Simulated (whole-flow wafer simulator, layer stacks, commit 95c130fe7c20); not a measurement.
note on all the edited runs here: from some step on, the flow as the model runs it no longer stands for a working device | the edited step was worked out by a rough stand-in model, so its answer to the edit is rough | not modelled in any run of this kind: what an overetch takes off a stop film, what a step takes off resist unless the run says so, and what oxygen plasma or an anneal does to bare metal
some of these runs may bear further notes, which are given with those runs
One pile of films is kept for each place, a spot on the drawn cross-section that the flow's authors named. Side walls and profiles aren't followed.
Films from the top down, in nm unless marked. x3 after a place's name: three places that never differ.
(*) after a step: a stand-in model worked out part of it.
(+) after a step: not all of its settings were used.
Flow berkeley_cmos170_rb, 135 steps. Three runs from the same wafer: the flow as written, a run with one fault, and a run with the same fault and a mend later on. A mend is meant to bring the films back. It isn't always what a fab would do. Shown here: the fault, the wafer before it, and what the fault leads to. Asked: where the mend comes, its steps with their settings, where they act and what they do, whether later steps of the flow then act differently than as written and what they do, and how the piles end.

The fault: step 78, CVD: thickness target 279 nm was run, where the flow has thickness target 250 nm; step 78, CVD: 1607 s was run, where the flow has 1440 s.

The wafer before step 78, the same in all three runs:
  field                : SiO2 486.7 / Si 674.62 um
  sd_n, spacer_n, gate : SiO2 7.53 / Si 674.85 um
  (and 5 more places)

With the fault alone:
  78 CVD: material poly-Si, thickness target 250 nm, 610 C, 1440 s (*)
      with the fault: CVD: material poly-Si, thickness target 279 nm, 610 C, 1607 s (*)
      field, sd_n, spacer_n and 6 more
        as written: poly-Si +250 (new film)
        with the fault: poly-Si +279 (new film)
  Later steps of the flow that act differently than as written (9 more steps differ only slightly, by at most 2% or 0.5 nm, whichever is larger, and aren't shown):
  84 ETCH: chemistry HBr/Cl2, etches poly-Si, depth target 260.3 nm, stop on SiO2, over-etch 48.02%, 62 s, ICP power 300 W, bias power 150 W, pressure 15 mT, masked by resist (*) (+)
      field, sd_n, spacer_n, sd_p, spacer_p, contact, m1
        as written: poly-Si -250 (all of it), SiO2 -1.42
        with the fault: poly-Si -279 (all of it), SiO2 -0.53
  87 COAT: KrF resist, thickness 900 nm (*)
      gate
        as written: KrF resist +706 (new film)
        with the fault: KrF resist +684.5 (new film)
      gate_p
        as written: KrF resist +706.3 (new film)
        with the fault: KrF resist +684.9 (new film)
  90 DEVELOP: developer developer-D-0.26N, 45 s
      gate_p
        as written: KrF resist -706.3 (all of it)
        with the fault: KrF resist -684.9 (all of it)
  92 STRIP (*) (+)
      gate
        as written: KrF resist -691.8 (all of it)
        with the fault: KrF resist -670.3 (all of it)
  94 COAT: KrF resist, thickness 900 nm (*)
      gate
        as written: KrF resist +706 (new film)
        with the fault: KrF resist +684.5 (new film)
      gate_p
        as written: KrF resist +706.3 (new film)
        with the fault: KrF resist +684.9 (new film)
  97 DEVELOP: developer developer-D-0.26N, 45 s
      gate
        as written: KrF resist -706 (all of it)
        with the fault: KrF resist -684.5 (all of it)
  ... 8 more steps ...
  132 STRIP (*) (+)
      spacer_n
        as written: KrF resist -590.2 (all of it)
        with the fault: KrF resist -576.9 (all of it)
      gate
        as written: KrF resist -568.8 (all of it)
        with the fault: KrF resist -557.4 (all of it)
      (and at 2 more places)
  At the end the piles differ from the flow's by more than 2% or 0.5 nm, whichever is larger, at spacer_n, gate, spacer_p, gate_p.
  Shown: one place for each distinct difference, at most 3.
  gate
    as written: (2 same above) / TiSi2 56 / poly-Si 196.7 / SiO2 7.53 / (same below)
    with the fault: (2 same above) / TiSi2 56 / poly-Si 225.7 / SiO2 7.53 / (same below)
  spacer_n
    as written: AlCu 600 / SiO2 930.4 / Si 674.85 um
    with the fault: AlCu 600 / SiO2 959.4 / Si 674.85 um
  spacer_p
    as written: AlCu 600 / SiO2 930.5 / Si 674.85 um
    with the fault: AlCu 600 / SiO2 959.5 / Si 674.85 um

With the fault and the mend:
  The mend comes after step 78.
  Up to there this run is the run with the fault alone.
  78a ETCH: chemistry tmah, depth target 320.9 nm
      field, sd_n, spacer_n and 6 more
        poly-Si -279 (all of it)
  78b CLEAN (*) (the flow's step 74 once more)
      changes no film at any place that is followed
  78c CVD: material poly-Si, thickness target 250 nm, 610 C, 1440 s (*) (the flow's step 78 once more)
      field, sd_n, spacer_n and 6 more
        poly-Si +250 (new film)
  No later step of the flow acts differently than as written at any place that is followed.
  At the end the piles are the same as the flow's at every place that both follow.
